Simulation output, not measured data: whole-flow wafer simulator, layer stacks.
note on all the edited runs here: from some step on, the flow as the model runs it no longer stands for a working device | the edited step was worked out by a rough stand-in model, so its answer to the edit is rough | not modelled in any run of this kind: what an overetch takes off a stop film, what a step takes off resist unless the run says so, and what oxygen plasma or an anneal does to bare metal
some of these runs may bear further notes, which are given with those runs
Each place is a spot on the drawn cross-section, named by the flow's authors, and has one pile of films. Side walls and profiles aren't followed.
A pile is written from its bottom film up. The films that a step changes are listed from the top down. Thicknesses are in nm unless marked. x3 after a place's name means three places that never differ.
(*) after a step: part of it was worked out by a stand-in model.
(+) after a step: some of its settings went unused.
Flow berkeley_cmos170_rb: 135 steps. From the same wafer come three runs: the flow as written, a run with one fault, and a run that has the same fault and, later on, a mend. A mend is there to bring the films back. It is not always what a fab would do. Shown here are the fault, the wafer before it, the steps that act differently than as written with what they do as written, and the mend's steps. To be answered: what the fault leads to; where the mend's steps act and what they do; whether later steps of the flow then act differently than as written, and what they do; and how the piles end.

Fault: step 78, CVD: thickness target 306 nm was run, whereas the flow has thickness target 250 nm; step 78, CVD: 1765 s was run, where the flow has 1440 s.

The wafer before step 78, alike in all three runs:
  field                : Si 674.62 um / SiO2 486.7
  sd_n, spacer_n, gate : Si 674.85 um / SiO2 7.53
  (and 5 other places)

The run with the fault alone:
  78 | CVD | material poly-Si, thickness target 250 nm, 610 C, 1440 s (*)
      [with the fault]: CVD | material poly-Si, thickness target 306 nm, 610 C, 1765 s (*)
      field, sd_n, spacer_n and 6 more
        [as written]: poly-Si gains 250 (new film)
        [with the fault]: poly-Si gains 306 (new film)
  Later steps of the flow acting differently than as written (9 more steps, not shown, differ only slightly: by at most 2% or 0.5 nm, whichever is larger):
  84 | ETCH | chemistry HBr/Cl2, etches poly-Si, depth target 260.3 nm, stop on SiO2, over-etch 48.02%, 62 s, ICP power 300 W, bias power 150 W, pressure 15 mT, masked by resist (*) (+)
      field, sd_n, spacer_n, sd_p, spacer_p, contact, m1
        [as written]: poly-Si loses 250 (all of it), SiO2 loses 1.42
        [with the fault]: poly-Si loses 306 (all of it), SiO2 loses 0.4
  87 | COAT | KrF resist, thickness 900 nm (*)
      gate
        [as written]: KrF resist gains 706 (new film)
        [with the fault]: KrF resist gains 663.5 (new film)
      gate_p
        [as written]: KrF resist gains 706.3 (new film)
        [with the fault]: KrF resist gains 664.1 (new film)
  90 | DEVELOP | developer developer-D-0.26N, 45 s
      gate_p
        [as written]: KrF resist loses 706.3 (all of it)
        [with the fault]: KrF resist loses 664.1 (all of it)
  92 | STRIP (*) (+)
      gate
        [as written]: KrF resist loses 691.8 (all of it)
        [with the fault]: KrF resist loses 649.3 (all of it)
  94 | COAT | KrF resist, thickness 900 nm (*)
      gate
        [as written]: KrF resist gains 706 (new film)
        [with the fault]: KrF resist gains 663.5 (new film)
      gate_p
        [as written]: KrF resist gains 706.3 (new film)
        [with the fault]: KrF resist gains 664.1 (new film)
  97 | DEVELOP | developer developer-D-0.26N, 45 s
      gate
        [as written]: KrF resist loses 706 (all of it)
        [with the fault]: KrF resist loses 663.5 (all of it)
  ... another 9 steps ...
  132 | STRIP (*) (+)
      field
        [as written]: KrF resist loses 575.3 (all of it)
        [with the fault]: KrF resist loses 587.1 (all of it)
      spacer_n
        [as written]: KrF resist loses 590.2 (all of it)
        [with the fault]: KrF resist loses 564.5 (all of it)
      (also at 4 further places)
  At spacer_n, gate, spacer_p, gate_p, the piles at the end differ from the flow's by more than 2% or 0.5 nm, whichever is larger.
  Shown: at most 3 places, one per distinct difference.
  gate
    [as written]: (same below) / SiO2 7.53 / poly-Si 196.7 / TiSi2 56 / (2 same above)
    [with the fault]: (same below) / SiO2 7.53 / poly-Si 252.7 / TiSi2 56 / (2 same above)
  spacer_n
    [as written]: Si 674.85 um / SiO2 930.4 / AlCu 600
    [with the fault]: Si 674.85 um / SiO2 986.4 / AlCu 600
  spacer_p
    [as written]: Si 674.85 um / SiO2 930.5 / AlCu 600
    [with the fault]: Si 674.85 um / SiO2 986.5 / AlCu 600

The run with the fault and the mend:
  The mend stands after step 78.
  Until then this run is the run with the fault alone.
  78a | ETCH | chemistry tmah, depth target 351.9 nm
      field, sd_n, spacer_n and 6 more
        poly-Si loses 306 (all of it)
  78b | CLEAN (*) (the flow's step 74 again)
      leaves every film unchanged at each place that is followed
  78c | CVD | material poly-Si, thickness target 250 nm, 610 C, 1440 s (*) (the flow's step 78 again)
      field, sd_n, spacer_n and 6 more
        poly-Si gains 250 (new film)
  Every later step of the flow that is run acts as written at every place that is followed.
  At every place that both follow, the piles at the end match the flow's.
